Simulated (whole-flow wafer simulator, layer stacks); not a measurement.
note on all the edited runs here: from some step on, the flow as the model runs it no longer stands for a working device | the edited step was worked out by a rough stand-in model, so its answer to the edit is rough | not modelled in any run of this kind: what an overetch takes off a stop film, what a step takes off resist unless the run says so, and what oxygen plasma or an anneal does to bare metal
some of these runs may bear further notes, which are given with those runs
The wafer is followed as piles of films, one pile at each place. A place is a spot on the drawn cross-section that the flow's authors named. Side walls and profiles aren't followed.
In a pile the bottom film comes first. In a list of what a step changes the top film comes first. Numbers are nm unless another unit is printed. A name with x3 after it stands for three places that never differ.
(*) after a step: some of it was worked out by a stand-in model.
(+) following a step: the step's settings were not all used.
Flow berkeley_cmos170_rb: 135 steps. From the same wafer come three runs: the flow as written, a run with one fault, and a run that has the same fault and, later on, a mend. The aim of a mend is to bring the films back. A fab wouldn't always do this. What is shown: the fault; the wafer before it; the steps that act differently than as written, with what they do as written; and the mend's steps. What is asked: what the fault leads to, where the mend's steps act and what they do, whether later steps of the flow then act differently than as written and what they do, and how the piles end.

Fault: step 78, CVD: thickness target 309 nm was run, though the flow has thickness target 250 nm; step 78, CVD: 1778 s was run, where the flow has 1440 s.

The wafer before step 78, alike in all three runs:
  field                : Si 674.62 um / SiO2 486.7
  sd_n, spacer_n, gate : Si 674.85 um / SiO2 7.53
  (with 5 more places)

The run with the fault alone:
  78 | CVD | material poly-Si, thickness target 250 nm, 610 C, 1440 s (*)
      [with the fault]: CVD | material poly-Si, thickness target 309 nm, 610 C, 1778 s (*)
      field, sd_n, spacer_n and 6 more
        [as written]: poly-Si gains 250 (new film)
        [with the fault]: poly-Si gains 309 (new film)
  Later steps of the flow acting differently than as written (9 more steps, not shown, differ only slightly: by at most 2% or 0.5 nm, whichever is larger):
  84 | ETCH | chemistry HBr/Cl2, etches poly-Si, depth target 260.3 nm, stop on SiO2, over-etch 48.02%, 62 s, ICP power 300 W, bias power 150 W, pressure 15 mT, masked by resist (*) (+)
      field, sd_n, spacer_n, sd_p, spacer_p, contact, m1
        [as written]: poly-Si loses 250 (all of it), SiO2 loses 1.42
        [with the fault]: poly-Si loses 309 (all of it), SiO2 loses 0.38
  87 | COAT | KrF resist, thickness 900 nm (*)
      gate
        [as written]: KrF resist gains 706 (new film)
        [with the fault]: KrF resist gains 661.5 (new film)
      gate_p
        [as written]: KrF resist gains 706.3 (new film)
        [with the fault]: KrF resist gains 662.1 (new film)
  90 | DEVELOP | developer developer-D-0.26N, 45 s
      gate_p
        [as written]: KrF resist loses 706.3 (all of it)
        [with the fault]: KrF resist loses 662.1 (all of it)
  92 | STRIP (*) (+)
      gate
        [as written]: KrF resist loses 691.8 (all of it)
        [with the fault]: KrF resist loses 647.3 (all of it)
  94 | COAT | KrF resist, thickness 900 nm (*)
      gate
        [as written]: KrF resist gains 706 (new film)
        [with the fault]: KrF resist gains 661.5 (new film)
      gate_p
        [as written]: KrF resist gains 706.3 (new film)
        [with the fault]: KrF resist gains 662.1 (new film)
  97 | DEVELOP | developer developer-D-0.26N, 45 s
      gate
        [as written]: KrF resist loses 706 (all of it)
        [with the fault]: KrF resist loses 661.5 (all of it)
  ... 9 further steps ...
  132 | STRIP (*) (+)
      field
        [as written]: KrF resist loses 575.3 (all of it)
        [with the fault]: KrF resist loses 587.9 (all of it)
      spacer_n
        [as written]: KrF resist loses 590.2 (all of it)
        [with the fault]: KrF resist loses 563.4 (all of it)
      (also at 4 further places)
  The piles end different from the flow's at spacer_n, gate, spacer_p, gate_p by more than 2% or 0.5 nm, whichever is larger.
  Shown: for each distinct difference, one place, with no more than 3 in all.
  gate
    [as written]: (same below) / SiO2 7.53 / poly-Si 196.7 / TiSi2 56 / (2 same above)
    [with the fault]: (same below) / SiO2 7.53 / poly-Si 255.7 / TiSi2 56 / (2 same above)
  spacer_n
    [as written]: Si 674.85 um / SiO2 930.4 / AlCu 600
    [with the fault]: Si 674.85 um / SiO2 989.4 / AlCu 600
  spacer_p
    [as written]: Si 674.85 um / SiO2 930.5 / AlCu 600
    [with the fault]: Si 674.85 um / SiO2 989.5 / AlCu 600

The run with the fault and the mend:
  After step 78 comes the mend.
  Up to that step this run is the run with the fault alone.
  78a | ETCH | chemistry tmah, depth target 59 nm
      field, sd_n, spacer_n and 6 more
        poly-Si loses 59
  Every later step of the flow that is run acts as written at every place that is followed.
  The piles end the same as the flow's at every place that both follow.
